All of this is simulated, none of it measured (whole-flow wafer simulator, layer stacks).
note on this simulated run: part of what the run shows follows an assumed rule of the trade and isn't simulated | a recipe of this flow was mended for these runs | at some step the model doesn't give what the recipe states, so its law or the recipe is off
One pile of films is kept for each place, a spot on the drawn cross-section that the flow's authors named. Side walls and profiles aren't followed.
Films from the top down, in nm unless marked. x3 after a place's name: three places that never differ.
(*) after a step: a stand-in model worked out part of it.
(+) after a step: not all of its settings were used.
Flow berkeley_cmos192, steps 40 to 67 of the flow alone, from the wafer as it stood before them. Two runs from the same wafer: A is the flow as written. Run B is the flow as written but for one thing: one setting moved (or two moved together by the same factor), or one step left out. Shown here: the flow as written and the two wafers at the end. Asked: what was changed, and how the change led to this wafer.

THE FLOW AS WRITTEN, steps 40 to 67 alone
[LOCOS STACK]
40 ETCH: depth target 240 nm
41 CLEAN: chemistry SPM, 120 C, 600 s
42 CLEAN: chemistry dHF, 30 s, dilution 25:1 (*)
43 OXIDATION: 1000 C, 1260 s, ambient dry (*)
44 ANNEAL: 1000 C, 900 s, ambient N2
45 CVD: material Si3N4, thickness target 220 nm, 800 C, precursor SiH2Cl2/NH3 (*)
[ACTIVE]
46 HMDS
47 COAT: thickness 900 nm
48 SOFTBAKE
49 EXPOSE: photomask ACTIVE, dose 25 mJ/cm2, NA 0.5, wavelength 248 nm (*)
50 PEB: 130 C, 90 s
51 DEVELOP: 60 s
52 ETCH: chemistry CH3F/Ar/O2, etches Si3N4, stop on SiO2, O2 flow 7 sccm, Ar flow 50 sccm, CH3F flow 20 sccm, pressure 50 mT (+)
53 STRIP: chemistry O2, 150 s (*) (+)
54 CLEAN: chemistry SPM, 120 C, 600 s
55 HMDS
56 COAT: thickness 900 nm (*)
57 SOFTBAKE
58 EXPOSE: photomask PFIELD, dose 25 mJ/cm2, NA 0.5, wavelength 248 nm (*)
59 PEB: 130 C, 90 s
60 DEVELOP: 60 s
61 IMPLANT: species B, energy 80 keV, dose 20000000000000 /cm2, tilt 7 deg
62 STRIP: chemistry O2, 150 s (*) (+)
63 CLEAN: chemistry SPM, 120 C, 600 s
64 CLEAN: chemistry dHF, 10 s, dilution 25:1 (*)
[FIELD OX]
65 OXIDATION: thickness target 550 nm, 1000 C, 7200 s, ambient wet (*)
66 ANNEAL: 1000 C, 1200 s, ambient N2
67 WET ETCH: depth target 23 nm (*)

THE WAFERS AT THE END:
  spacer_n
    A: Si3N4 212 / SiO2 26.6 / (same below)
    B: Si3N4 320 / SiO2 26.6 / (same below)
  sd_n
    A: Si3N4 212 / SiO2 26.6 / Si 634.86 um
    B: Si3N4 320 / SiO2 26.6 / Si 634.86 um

The cause: step 45, CVD: 835 C was run, where the flow has 800 C.

How the change led to this, step by step:
  45 CVD: material Si3N4, thickness target 220 nm, 800 C, precursor SiH2Cl2/NH3 (*)
      field, sd_n, spacer_n and 6 more: A Si3N4 +220 (new film) | B Si3N4 +327.9 (new film)
  52 ETCH: chemistry CH3F/Ar/O2, etches Si3N4, stop on SiO2, O2 flow 7 sccm, Ar flow 50 sccm, CH3F flow 20 sccm, pressure 50 mT (+)
      sd_n, spacer_n, gate, sd_p, spacer_p, gate_p, contact, m1: A KrF-resist -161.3 | B KrF-resist -233.3
      field: A Si3N4 -220 (all of it), SiO2 -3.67 | B Si3N4 -327.9 (all of it), SiO2 -3.67
  53 STRIP: chemistry O2, 150 s (*) (+)
      sd_n, spacer_n, gate, sd_p, spacer_p, gate_p, contact, m1: A KrF-resist -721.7 (all of it) | B KrF-resist -649.8 (all of it)
  56 COAT: thickness 900 nm (*)
      field: A KrF-resist +961.2 (new film) | B KrF-resist +991.8 (new film)
      sd_n: A KrF-resist +785.2 (new film) | B KrF-resist +730.7 (new film)
      (and at 7 more places)
  60 DEVELOP: 60 s
      field: A KrF-resist -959 (all of it) | B KrF-resist -989.6 (all of it)
  62 STRIP: chemistry O2, 150 s (*) (+)
      sd_n: A KrF-resist -768.5 (all of it) | B KrF-resist -714.2 (all of it)
      spacer_n: A KrF-resist -801.2 (all of it) | B KrF-resist -764.4 (all of it)
      (and at 6 more places)
  65 OXIDATION: thickness target 550 nm, 1000 C, 7200 s, ambient wet (*)
      sd_n, sd_p: A SiO2 +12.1 (new film), Si3N4 -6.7, SiO2 +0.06, Si -0.06 | B SiO2 +12.1 (new film), Si3N4 -6.7
      gate: A SiO2 +12.1 (new film), Si3N4 -6.7, SiO2 +0.05, Si -0.05 | B SiO2 +12.1 (new film), Si3N4 -6.7
